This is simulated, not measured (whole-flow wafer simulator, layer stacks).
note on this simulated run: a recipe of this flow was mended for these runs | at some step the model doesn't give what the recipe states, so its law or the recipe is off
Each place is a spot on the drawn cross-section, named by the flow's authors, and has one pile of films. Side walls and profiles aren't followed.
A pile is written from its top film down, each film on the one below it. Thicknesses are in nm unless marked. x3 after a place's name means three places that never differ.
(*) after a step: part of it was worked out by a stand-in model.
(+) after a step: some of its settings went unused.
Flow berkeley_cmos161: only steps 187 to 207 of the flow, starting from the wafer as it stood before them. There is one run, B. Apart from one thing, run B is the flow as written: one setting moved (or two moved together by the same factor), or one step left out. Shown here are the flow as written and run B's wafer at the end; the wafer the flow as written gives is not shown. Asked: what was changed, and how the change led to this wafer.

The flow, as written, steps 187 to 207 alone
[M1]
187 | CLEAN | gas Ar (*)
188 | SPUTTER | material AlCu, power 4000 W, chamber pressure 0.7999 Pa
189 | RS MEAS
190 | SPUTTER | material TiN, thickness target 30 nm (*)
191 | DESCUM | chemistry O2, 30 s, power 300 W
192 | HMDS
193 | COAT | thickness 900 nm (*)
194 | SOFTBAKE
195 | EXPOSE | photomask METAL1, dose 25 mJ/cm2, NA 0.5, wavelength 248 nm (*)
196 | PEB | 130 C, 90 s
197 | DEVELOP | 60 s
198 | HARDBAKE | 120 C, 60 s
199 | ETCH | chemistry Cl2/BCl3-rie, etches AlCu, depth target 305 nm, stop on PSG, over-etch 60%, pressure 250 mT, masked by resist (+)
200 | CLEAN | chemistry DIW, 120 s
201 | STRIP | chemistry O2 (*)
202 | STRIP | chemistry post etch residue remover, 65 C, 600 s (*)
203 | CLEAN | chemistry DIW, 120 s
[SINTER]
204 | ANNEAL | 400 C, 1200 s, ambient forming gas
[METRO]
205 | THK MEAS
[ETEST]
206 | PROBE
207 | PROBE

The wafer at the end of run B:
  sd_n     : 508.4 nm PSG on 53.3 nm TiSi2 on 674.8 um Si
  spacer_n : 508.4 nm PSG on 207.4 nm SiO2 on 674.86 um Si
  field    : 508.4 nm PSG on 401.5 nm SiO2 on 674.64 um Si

Cause: step 199, ETCH: over-etch 95.2% was run, while the flow as written has over-etch 60%.

Step by step, how the change led to this:
  199 | ETCH | chemistry Cl2/BCl3-rie, etches AlCu, depth target 305 nm, stop on PSG, over-etch 60%, pressure 250 mT, masked by resist (+)
      field, sd_n, spacer_n, gate_n, spacer_p, gate_p: -30 TiN (all of it), -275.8 AlCu (all of it), -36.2 PSG (it would be, as written: -30 TiN (all of it), -275.8 AlCu (all of it), -22.8 PSG)
      contact, m1: -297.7 KrF-resist (it would be, as written: -244 KrF-resist)
      (and at 1 other place as well)
  201 | STRIP | chemistry O2 (*)
      contact: -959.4 KrF-resist (all of it) (it would be, as written: -1013 KrF-resist (all of it))
      m1: -483.8 KrF-resist (all of it) (it would be, as written: -537.5 KrF-resist (all of it))
